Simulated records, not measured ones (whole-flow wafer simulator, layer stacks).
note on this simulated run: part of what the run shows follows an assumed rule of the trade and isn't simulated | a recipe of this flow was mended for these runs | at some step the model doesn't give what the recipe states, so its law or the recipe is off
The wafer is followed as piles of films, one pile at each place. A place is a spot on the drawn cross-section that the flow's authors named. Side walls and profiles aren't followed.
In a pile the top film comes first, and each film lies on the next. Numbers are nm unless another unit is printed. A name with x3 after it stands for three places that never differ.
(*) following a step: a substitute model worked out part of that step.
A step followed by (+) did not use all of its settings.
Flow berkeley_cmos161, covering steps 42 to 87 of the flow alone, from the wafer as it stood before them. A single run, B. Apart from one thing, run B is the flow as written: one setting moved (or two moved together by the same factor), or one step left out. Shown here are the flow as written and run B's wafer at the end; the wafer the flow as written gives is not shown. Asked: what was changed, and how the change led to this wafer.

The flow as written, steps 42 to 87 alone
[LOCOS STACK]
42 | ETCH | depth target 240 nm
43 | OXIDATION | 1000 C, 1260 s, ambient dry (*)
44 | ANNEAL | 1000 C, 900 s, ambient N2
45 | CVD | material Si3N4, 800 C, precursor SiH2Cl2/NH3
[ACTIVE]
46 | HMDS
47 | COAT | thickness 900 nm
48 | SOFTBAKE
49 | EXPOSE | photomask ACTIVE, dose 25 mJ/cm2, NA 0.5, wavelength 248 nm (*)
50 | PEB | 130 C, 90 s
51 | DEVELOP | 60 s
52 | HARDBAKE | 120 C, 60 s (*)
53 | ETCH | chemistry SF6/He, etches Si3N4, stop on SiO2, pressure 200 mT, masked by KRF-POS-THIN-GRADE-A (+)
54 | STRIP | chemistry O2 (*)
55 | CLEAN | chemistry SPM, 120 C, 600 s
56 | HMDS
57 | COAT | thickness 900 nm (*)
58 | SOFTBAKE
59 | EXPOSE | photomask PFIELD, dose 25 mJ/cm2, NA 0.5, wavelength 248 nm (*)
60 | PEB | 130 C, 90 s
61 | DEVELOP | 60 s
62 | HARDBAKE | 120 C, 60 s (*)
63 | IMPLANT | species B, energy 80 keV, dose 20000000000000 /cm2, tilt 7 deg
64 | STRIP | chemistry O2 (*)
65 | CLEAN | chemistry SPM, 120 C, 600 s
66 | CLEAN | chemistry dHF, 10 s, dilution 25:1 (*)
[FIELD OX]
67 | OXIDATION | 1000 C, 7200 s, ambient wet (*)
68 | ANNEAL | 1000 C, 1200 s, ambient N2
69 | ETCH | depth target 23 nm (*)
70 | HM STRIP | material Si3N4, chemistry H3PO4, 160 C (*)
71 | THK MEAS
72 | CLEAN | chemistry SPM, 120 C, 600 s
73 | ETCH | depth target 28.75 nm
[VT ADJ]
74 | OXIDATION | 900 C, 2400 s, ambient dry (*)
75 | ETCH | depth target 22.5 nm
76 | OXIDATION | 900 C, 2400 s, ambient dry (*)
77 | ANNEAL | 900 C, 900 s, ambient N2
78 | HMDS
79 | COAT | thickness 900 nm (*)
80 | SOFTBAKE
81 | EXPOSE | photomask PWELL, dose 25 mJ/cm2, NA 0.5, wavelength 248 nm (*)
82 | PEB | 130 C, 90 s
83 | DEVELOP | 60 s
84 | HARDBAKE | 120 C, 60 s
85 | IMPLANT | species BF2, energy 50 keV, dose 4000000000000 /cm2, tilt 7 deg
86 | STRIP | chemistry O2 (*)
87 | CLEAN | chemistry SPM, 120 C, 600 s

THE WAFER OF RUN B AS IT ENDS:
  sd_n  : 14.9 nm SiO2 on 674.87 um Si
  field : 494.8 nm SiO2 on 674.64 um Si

What caused this: step 73, ETCH: depth target 10.06 nm was run, whereas the flow has depth target 28.75 nm.

The path from the change to this, step by step:
  73 | ETCH | depth target 28.75 nm
      spacer_n, gate_n, spacer_p, gate_p, contact, m1: SiO2 loses 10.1 (as written it would have been: SiO2 loses 17.9 (all of it))
      sd_n, sd_p: SiO2 loses 10.1 (as written it would have been: SiO2 loses 18.1 (all of it))
      (and at 1 other place as well)
  74 | OXIDATION | 900 C, 2400 s, ambient dry (*)
      spacer_n, gate_n, spacer_p, gate_p, contact, m1: SiO2 gains 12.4, Si loses 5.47 (as written it would have been: SiO2 gains 14.9 (new film), Si loses 6.57)
      sd_n, sd_p: SiO2 gains 12.4, Si loses 5.44 (as written it would have been: SiO2 gains 14.9 (new film), Si loses 6.57)
  75 | ETCH | depth target 22.5 nm
      spacer_n, gate_n, spacer_p, gate_p, contact, m1: SiO2 loses 20.2 (all of it) (as written it would have been: SiO2 loses 14.9 (all of it))
      sd_n, sd_p: SiO2 loses 20.4 (all of it) (as written it would have been: SiO2 loses 14.9 (all of it))
